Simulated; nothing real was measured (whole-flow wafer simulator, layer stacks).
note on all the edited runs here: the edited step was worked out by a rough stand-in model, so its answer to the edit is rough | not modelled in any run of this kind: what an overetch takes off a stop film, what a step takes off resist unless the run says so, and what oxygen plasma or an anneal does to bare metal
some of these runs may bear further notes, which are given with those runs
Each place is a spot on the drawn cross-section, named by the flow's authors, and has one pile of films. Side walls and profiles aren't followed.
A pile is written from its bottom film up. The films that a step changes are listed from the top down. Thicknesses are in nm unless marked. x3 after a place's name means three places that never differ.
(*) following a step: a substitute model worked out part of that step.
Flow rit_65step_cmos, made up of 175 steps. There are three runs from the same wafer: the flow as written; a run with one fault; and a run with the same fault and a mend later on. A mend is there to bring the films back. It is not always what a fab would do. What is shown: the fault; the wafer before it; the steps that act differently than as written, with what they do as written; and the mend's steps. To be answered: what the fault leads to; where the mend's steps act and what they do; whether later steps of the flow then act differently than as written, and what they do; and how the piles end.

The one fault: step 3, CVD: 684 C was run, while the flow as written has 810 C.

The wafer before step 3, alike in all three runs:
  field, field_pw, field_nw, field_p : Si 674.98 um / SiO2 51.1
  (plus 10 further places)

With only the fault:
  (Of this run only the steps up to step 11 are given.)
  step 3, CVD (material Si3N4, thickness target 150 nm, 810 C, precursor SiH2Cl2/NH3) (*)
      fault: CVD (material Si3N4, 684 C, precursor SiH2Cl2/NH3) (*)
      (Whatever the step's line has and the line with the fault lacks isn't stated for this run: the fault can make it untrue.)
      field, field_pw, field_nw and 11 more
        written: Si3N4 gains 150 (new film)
        fault: Si3N4 gains 15.1 (new film)
  Later steps of the flow up to step 11 that are run all act as written at every place that is followed.
  The piles after step 11 differ from the flow's at field, field_pw, field_nw and 11 more by more than 2% or 0.5 nm, whichever is larger.
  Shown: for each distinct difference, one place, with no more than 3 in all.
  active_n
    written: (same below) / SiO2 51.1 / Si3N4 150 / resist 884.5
    fault: (same below) / SiO2 51.1 / Si3N4 15.1 / resist 884.5
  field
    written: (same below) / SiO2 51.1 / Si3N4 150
    fault: (same below) / SiO2 51.1 / Si3N4 15.1

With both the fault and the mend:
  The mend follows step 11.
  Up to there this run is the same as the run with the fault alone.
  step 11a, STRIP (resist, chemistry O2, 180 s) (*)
      active_n, active_p, gate_n and 7 more
        resist loses 884.5 (all of it)
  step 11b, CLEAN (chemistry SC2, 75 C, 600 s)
      does not change any film at any place that is followed
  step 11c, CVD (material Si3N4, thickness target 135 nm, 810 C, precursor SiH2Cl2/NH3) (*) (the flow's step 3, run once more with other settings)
      field, field_pw, field_nw and 11 more
        Si3N4 gains 135
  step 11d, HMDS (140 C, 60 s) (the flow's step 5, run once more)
      does not change any film at any place that is followed
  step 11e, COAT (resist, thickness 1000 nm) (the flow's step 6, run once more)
      field, field_pw, field_nw and 11 more
        resist gains 1000 (new film)
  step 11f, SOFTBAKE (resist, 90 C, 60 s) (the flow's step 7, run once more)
      does not change any film at any place that is followed
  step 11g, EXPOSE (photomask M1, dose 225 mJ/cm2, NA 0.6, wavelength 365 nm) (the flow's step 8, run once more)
      does not change any film at any place that is followed
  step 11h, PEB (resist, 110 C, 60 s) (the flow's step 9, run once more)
      field, field_pw, field_nw and 11 more
        resist loses 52
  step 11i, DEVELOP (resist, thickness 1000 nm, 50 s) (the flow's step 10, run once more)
      field, field_pw, field_nw, field_p
        resist loses 948 (all of it)
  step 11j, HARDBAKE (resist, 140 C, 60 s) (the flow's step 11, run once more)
      active_n, active_p, gate_n and 7 more
        resist loses 63.5
  Later steps of the flow that are run all act as written at every place that is followed, up to a difference of at most 2% or 0.5 nm, whichever is larger.
  The piles end the same as the flow's at every place that both follow.
